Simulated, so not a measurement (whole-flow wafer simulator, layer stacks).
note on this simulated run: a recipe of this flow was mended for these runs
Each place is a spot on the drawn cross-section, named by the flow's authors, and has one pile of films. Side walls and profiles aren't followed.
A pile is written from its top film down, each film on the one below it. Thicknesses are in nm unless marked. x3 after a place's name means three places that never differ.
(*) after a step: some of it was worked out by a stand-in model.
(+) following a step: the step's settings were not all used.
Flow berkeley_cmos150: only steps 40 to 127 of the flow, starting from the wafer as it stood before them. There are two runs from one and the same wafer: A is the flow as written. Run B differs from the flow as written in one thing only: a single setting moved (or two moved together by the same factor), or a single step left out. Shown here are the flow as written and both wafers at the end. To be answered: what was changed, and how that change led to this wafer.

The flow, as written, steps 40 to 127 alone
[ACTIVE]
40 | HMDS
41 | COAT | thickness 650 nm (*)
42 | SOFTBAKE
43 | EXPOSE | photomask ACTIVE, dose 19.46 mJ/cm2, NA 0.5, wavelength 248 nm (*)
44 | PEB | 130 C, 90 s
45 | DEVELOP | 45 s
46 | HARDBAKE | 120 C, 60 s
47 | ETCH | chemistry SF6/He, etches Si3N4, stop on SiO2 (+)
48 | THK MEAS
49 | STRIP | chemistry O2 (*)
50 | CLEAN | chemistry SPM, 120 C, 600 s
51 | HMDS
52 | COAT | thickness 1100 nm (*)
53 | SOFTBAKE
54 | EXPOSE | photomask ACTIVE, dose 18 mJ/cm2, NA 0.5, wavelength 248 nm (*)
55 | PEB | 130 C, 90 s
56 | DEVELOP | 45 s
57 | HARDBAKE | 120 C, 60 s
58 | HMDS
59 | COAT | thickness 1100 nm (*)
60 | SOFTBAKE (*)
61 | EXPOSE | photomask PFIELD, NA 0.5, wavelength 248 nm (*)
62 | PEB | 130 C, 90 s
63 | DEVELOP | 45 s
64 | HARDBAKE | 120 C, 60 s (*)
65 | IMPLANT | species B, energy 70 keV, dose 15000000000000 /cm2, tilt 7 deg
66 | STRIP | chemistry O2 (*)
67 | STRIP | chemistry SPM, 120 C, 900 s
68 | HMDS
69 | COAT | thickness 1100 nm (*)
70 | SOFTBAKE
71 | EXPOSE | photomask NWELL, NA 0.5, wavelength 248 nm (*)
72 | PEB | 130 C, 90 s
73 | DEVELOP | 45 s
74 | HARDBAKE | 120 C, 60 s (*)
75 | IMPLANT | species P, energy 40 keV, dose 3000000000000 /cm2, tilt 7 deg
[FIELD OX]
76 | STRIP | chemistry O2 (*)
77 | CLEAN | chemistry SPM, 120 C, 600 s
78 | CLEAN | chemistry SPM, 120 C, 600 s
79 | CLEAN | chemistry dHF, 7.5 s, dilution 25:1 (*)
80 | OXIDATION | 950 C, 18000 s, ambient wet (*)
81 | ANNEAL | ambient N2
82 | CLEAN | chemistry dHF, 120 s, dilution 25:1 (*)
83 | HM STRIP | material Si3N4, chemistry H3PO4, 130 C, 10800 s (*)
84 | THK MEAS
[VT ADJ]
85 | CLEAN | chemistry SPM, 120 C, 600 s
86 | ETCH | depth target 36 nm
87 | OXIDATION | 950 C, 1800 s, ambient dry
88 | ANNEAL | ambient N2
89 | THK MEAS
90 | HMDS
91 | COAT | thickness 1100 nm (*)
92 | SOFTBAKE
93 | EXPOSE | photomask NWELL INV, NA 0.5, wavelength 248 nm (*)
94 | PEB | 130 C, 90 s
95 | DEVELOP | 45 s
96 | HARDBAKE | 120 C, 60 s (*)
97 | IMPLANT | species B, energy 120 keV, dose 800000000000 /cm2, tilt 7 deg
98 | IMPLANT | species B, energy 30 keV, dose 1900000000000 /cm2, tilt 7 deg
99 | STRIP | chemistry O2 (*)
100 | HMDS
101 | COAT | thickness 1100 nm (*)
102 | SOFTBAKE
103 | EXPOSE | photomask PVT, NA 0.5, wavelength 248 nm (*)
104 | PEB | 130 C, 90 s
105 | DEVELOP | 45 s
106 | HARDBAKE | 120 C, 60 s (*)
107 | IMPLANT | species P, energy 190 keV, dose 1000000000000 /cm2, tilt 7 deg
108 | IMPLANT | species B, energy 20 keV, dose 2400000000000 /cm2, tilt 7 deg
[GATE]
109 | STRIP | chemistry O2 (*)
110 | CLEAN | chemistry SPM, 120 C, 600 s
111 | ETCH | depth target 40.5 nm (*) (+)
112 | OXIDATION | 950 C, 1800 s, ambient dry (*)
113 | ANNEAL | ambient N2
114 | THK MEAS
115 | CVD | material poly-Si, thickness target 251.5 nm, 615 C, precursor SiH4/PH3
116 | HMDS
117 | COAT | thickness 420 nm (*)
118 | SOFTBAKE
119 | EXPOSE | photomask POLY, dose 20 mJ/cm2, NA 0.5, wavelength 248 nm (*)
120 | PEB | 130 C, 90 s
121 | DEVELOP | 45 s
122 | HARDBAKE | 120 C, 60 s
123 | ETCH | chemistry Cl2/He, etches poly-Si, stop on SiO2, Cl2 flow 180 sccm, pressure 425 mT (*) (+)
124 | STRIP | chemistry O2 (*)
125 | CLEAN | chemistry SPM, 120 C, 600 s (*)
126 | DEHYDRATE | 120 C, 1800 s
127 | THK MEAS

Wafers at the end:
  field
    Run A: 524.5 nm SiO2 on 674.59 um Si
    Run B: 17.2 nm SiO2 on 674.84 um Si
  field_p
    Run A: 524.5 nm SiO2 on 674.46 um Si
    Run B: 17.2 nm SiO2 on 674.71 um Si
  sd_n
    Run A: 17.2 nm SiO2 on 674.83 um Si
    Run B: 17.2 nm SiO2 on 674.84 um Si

Cause: step 47, ETCH: chemistry SF6/He, etches Si3N4, stop on SiO2 (+), was omitted.

Step by step, how the change led to this:
  49 | STRIP | chemistry O2 (*)
      sd_n: A -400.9 KrF-resist (all of it) | B -524.8 KrF-resist (all of it)
      gate_n: A -409.3 KrF-resist (all of it) | B -533.2 KrF-resist (all of it)
      (and at 4 other places as well)
  52 | COAT | thickness 1100 nm (*)
      field_p: A +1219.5 thick-KrF-resist (new film) | B +1182.9 thick-KrF-resist (new film)
      sd_n: A +1019.1 thick-KrF-resist (new film) | B +1082 thick-KrF-resist (new film)
      (and at 5 other places as well)
  56 | DEVELOP | 45 s
      field_p: A -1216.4 thick-KrF-resist (all of it) | B -1180 thick-KrF-resist (all of it)
  57 | HARDBAKE | 120 C, 60 s
      sd_n: A -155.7 thick-KrF-resist | B -165.3 thick-KrF-resist
      gate_n: A -158.8 thick-KrF-resist | B -166.6 thick-KrF-resist
      (and at 4 other places as well)
  59 | COAT | thickness 1100 nm (*)
      sd_n: A +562 thick-KrF-resist | B +587.6 thick-KrF-resist
      gate_n: A +669.9 thick-KrF-resist | B +697.6 thick-KrF-resist
      (and at 4 other places as well)
  66 | STRIP | chemistry O2 (*)
      sd_n: A -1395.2 thick-KrF-resist (all of it) | B -1473.8 thick-KrF-resist (all of it)
      gate_n: A -1520.2 thick-KrF-resist (all of it) | B -1590.6 thick-KrF-resist (all of it)
      (and at 4 other places as well)
  69 | COAT | thickness 1100 nm (*)
      field_p: A +1219.5 thick-KrF-resist (new film) | B +1182.9 thick-KrF-resist (new film)
      sd_n: A +1019.1 thick-KrF-resist (new film) | B +1082 thick-KrF-resist (new film)
      (and at 5 other places as well)
  73 | DEVELOP | 45 s
      field_p: A -1216.4 thick-KrF-resist (all of it) | B -1180 thick-KrF-resist (all of it)
      sd_p: A -1108.9 thick-KrF-resist (all of it) | B -1165.1 thick-KrF-resist (all of it)
      (and at 1 other place as well)
  76 | STRIP | chemistry O2 (*)
      sd_n: A -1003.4 thick-KrF-resist (all of it) | B -1066 thick-KrF-resist (all of it)
      gate_n: A -1023.9 thick-KrF-resist (all of it) | B -1074.4 thick-KrF-resist (all of it)
      (and at 2 other places as well)
  79 | CLEAN | chemistry dHF, 7.5 s, dilution 25:1 (*)
      field: A -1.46 SiO2 | B -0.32 Si3N4
      field_p: A -1.49 SiO2 | B -0.53 Si3N4
  80 | OXIDATION | 950 C, 18000 s, ambient wet (*)
      field: A +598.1 SiO2, -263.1 Si | B +10.3 SiO2 (new film), -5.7 Si3N4
      field_p: A +598.1 SiO2, -263.2 Si | B +10.3 SiO2 (new film), -5.7 Si3N4
      (and at 1 other place as well)
  82 | CLEAN | chemistry dHF, 120 s, dilution 25:1 (*)
      field, field_p: A -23 SiO2 | B -10.3 SiO2 (all of it), -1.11 Si3N4
  83 | HM STRIP | material Si3N4, chemistry H3PO4, 130 C, 10800 s (*)
      field: A -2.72 SiO2 | B -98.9 Si3N4 (all of it), -1.88 SiO2
      field_p: A -2.72 SiO2 | B -98.7 Si3N4 (all of it), -1.88 SiO2
  86 | ETCH | depth target 36 nm
      field, field_p, sd_n: A -36 SiO2 | B -29.6 SiO2 (all of it)
  87 | OXIDATION | 950 C, 1800 s, ambient dry
      field, field_p: A +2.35 SiO2, -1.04 Si | B +20.4 SiO2 (new film), -8.98 Si
      sd_n: A +12.1 SiO2, -5.32 Si | B +20.4 SiO2 (new film), -8.98 Si
  91 | COAT | thickness 1100 nm (*)
      field: A +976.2 thick-KrF-resist (new film) | B +1070.4 thick-KrF-resist (new film)
      field_p: A +1087.8 thick-KrF-resist (new film) | B +1182.8 thick-KrF-resist (new film)
      (and at 6 other places as well)
  ... 10 other steps ...
  124 | STRIP | chemistry O2 (*)
      gate_n: A +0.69 chemical SiO2 (new film), -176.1 KrF-resist (all of it), -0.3 poly-Si | B +0.71 chemical SiO2 (new film), -118.4 KrF-resist (all of it), -0.31 poly-Si
      gate_p: A +0.69 chemical SiO2 (new film), -213.2 KrF-resist (all of it), -0.3 poly-Si | B +0.71 chemical SiO2 (new film), -153 KrF-resist (all of it), -0.31 poly-Si
